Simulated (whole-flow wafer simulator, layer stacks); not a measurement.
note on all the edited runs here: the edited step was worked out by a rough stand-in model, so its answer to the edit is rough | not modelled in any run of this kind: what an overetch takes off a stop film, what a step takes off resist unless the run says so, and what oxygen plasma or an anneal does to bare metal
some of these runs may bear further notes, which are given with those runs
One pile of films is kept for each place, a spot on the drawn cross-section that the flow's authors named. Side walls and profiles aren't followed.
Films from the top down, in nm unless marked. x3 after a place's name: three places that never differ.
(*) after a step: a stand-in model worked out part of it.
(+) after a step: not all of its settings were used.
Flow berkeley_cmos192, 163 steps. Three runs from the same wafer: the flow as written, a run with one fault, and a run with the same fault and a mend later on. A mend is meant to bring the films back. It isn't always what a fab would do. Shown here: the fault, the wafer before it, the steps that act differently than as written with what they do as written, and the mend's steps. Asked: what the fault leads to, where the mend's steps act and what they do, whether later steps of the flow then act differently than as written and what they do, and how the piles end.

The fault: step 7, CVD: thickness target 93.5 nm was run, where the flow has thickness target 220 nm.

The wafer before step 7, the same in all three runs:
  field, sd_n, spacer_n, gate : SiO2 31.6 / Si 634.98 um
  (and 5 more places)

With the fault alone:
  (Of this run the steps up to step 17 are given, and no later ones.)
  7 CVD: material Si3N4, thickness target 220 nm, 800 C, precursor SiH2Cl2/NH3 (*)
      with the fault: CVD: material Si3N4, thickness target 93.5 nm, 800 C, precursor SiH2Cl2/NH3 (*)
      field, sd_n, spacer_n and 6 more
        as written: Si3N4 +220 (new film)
        with the fault: Si3N4 +93.5 (new film)
  Later steps of the flow that act differently than as written:
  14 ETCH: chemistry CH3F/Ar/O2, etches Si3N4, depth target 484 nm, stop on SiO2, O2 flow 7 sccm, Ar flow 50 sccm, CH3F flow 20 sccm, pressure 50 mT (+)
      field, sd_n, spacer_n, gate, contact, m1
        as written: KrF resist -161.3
        with the fault: KrF resist -77
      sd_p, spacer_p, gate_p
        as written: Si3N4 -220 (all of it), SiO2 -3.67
        with the fault: Si3N4 -93.5 (all of it), SiO2 -3.67
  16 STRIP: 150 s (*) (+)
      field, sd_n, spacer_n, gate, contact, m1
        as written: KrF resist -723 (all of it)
        with the fault: KrF resist -807.4 (all of it)
  After step 17 the piles differ from the flow's by more than 2% or 0.5 nm, whichever is larger, at field, sd_n, spacer_n, gate, contact, m1.
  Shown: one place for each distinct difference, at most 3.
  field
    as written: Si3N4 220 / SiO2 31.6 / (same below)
    with the fault: Si3N4 93.5 / SiO2 31.6 / (same below)

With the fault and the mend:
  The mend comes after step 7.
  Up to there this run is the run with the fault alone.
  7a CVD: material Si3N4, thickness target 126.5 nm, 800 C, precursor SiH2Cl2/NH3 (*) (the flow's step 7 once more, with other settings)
      field, sd_n, spacer_n and 6 more
        Si3N4 +126.5
  No later step of the flow acts differently than as written at any place that is followed.
  At the end the piles are the same as the flow's at every place that both follow.
